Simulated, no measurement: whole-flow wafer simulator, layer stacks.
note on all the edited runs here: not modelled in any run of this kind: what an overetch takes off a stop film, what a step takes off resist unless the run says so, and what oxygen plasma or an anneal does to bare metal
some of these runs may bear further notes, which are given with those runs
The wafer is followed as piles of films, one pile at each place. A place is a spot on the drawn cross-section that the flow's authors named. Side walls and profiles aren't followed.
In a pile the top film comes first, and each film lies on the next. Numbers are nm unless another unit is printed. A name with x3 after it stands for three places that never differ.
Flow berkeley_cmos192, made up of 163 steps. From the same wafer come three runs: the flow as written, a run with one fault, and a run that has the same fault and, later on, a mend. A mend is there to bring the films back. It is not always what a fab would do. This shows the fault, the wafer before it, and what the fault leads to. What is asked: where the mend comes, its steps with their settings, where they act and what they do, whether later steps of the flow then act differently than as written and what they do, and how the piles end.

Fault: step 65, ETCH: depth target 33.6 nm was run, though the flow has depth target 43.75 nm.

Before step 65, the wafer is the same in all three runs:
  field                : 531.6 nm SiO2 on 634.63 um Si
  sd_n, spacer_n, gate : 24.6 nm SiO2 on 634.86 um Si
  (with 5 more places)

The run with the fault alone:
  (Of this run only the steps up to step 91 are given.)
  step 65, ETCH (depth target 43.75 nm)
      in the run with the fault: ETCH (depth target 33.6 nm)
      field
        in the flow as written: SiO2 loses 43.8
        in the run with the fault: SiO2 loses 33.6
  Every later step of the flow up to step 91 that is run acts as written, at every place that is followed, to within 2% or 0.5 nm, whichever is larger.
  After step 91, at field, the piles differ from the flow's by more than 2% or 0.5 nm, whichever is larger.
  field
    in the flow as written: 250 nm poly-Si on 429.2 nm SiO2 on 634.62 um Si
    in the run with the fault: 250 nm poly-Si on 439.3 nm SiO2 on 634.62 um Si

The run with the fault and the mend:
  The mend follows step 65.
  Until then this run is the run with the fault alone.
  step 65a, ETCH (depth target 10.15 nm) (the flow's step 65 again, with other settings)
      field
        SiO2 loses 10.2
  Every later step of the flow that is run acts as written, at every place that is followed, to within 2% or 0.5 nm, whichever is larger.
  At every place that both follow, the piles at the end match the flow's.
